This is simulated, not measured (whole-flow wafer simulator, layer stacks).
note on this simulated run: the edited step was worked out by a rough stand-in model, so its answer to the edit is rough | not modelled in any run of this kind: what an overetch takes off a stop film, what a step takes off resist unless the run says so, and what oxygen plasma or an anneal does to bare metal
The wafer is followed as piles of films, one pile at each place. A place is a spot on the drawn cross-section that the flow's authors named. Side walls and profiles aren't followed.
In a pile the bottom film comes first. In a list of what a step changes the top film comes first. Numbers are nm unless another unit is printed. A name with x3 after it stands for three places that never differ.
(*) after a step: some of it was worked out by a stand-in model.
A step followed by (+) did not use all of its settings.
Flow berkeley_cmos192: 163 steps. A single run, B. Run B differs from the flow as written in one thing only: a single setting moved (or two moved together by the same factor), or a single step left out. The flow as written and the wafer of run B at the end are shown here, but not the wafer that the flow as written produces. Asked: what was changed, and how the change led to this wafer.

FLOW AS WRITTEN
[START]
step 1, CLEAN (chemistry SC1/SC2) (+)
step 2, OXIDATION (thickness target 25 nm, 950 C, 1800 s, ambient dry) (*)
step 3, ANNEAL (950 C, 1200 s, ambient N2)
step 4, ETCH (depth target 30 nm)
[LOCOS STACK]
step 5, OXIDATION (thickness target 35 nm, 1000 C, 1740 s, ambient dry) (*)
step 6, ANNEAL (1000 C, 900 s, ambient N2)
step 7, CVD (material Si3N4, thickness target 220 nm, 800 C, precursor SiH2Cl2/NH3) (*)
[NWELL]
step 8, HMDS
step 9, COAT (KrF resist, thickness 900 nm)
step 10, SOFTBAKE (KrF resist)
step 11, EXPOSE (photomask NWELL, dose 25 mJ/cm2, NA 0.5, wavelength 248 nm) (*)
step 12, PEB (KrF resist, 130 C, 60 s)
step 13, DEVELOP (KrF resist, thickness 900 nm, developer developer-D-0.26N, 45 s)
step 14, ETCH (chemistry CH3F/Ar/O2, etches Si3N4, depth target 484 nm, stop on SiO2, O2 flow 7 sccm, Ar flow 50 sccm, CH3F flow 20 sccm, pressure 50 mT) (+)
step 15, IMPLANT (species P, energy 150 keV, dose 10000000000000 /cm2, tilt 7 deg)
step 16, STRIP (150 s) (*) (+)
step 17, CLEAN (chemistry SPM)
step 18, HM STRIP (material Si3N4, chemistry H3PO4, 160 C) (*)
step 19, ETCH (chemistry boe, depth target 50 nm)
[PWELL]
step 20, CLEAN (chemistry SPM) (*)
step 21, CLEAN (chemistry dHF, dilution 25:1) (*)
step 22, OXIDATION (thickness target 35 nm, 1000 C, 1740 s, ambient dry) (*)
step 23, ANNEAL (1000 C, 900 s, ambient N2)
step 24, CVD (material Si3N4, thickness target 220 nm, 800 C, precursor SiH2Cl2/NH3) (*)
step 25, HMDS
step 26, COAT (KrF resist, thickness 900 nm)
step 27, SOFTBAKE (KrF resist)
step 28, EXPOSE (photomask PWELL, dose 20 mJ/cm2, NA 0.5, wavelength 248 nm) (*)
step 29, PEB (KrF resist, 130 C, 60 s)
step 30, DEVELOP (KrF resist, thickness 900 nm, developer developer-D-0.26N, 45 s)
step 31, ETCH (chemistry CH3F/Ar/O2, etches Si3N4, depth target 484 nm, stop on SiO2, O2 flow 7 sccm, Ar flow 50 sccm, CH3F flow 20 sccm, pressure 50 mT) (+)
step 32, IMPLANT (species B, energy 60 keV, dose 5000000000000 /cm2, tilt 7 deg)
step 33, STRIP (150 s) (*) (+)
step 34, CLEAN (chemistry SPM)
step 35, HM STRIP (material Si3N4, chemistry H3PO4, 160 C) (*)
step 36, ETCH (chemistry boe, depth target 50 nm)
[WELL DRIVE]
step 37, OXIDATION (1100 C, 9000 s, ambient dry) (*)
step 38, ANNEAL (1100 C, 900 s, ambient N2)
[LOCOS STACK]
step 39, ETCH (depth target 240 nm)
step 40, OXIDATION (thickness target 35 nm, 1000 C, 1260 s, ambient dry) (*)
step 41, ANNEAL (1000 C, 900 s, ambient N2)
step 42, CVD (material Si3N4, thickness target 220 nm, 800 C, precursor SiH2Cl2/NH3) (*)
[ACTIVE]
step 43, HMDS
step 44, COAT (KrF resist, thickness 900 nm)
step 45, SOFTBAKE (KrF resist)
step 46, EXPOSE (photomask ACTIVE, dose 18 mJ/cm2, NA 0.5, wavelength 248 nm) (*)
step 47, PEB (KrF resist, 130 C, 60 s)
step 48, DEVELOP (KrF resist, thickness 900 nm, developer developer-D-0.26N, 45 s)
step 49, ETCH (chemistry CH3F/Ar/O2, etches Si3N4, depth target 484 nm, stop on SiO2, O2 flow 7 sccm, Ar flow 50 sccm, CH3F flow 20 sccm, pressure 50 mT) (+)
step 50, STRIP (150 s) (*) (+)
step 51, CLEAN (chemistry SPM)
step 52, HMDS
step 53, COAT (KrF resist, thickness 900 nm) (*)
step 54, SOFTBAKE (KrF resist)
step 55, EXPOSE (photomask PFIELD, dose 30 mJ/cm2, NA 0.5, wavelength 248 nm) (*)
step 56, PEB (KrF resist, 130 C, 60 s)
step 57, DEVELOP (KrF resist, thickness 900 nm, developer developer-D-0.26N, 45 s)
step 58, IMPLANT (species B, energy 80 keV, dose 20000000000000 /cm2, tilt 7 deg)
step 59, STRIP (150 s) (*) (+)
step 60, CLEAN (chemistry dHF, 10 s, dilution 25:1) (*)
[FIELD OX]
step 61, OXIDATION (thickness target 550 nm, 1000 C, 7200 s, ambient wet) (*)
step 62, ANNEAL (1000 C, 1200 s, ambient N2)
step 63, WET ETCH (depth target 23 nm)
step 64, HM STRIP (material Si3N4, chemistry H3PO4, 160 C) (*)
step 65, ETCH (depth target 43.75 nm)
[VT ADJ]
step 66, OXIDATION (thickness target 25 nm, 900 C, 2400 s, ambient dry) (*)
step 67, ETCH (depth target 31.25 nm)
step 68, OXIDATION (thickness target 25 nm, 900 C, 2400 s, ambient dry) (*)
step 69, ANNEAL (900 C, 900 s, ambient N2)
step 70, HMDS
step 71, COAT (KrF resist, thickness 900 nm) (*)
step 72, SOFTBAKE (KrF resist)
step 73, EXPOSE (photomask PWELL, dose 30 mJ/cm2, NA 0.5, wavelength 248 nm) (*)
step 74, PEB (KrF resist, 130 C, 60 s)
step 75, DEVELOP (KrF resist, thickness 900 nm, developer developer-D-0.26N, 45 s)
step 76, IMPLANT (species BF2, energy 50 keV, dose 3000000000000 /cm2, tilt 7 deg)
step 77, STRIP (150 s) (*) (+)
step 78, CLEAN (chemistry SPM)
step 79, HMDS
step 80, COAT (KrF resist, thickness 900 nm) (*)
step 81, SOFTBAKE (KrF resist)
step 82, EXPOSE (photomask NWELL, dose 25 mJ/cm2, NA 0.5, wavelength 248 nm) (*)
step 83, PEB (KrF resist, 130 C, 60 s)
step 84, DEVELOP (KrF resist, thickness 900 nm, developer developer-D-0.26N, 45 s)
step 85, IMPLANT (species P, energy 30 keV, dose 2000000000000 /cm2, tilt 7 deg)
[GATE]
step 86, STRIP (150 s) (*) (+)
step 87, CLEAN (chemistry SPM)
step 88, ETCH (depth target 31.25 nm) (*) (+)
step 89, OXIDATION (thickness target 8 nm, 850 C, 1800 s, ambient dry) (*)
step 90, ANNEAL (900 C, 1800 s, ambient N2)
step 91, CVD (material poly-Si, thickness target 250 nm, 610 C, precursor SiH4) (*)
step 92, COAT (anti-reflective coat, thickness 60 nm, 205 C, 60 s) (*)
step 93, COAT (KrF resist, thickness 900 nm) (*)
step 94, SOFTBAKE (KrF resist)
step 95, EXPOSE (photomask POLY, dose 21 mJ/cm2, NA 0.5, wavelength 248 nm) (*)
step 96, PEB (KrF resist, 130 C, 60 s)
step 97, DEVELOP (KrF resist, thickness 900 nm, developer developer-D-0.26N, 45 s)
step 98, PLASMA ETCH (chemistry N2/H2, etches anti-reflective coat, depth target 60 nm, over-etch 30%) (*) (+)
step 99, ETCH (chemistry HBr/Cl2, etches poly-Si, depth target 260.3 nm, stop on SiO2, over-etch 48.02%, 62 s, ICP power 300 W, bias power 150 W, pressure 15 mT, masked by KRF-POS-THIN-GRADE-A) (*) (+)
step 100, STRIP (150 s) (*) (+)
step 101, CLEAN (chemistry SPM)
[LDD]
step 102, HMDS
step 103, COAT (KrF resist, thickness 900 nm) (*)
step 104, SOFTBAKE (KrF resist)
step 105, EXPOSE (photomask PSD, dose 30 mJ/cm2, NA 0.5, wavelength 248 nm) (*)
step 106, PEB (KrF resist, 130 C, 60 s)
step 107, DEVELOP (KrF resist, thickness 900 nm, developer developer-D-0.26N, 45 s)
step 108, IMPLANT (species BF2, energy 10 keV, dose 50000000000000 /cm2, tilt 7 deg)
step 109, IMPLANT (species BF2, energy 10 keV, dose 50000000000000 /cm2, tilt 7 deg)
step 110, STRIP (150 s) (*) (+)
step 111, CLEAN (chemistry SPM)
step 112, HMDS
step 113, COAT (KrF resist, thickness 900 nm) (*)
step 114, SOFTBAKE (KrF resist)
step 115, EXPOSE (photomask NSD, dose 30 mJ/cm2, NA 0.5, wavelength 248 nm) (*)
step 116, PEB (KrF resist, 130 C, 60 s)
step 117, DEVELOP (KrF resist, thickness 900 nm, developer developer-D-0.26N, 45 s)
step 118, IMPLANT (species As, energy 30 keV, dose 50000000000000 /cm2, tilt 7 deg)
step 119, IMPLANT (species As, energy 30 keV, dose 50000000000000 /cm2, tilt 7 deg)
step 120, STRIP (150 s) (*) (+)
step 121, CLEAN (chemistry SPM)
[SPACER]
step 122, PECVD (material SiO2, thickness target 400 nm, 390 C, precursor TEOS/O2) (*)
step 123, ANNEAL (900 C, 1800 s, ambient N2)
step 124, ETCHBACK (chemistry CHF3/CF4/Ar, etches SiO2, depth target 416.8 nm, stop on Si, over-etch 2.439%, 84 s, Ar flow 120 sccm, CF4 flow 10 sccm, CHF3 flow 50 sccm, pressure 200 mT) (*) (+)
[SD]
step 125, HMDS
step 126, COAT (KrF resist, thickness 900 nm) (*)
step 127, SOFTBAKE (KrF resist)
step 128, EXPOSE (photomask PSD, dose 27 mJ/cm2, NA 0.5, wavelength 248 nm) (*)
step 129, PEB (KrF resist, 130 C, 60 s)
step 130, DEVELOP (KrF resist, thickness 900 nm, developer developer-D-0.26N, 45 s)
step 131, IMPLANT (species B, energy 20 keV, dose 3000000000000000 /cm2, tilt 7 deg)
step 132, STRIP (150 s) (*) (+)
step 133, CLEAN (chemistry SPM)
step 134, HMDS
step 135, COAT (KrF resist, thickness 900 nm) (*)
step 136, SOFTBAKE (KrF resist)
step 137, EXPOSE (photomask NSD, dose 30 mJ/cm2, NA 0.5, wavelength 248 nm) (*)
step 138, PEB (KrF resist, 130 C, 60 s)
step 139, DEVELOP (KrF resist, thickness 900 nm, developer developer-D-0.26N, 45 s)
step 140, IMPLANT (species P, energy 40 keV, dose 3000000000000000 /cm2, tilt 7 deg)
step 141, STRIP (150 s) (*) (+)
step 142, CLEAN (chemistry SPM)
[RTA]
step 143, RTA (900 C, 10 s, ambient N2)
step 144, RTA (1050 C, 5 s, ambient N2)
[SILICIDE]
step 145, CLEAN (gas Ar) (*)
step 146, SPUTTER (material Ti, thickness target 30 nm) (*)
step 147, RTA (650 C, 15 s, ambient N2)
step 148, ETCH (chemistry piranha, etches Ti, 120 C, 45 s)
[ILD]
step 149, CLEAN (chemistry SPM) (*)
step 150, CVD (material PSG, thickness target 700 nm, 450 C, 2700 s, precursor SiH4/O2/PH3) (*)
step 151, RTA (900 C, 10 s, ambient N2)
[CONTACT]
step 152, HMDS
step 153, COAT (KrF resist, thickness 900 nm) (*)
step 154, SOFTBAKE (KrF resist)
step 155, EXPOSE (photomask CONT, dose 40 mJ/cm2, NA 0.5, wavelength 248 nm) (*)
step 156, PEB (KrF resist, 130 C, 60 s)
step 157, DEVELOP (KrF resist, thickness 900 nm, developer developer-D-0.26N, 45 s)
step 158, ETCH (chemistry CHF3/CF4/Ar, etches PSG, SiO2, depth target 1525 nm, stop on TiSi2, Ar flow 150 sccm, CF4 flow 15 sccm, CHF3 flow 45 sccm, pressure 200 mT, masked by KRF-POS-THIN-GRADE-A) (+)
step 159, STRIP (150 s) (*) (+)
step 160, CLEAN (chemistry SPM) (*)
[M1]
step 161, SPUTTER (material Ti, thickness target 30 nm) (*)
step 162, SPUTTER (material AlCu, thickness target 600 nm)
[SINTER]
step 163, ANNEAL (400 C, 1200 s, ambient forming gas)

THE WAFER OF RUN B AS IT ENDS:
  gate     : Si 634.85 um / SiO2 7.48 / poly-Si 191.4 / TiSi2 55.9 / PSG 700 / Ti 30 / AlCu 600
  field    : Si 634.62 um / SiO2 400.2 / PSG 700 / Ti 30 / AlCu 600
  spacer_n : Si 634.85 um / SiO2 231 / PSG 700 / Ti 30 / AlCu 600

The reason: step 124, ETCHBACK: over-etch 1.22% was run, whereas the flow has over-etch 2.439%.

The path from the change to this, step by step:
  step 124, ETCHBACK (chemistry CHF3/CF4/Ar, etches SiO2, depth target 416.8 nm, stop on Si, over-etch 2.439%, 84 s, Ar flow 120 sccm, CF4 flow 10 sccm, CHF3 flow 50 sccm, pressure 200 mT) (*) (+)
      spacer_n: -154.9 SiO2 (in the flow as written it would be: -160 SiO2)
      spacer_p: -154.8 SiO2 (in the flow as written it would be: -159.9 SiO2)
